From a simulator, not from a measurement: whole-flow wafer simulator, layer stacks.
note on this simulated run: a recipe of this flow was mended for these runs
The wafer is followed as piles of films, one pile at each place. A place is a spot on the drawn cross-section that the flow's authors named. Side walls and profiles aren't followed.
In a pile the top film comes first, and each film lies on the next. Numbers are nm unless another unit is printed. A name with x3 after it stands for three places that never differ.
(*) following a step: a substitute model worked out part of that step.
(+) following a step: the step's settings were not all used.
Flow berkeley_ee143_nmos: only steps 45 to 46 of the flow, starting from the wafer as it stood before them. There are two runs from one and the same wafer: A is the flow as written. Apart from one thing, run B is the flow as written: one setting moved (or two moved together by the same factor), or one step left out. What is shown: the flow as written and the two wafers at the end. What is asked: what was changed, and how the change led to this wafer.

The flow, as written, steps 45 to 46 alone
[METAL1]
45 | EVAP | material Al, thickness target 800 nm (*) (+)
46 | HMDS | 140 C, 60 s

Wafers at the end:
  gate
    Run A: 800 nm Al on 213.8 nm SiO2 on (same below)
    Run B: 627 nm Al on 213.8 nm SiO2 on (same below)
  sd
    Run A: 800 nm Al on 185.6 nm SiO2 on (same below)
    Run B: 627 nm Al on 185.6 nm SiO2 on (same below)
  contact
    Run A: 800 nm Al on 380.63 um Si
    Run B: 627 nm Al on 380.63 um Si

The reason: step 45, EVAP: thickness target 627 nm was run, whereas the flow has thickness target 800 nm.
The wafer lets one read it off: gate has Al 627, and step 45 as written asks for 800 nm.

Step by step, how the change led to this:
  45 | EVAP | material Al, thickness target 800 nm (*) (+)
      gate, sd, contact, field: A Al gains 800 (new film) | B Al gains 627 (new film)
